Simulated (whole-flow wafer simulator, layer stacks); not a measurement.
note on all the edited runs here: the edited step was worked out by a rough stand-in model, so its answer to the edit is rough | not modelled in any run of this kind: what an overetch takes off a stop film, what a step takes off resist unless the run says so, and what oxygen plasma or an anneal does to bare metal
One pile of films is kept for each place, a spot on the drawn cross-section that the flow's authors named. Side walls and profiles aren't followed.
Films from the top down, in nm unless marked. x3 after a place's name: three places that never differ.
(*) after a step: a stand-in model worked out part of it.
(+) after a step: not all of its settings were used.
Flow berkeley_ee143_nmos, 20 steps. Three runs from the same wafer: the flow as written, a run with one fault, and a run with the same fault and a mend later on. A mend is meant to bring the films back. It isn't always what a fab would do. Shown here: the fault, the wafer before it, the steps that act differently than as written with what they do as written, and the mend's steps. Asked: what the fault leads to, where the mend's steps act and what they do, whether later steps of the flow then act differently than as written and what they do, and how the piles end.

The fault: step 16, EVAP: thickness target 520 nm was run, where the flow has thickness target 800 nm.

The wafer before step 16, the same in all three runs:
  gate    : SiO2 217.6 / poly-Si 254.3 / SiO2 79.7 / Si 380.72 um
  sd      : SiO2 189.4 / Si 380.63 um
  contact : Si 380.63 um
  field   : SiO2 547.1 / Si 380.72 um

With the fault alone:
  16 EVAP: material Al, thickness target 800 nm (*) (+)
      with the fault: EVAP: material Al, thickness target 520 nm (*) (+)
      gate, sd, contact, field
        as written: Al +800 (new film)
        with the fault: Al +520 (new film)
  Later steps of the flow that act differently than as written:
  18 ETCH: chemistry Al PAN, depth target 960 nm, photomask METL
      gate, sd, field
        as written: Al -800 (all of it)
        with the fault: Al -520 (all of it)
  At the end the piles differ from the flow's by more than 2% or 0.5 nm, whichever is larger, at contact.
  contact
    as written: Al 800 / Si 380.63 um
    with the fault: Al 520 / Si 380.63 um

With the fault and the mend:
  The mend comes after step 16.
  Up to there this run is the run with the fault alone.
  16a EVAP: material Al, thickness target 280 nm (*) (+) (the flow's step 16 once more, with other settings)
      gate, sd, contact, field
        Al +280
  No later step of the flow acts differently than as written at any place that is followed.
  At the end the piles are the same as the flow's at every place that both follow.
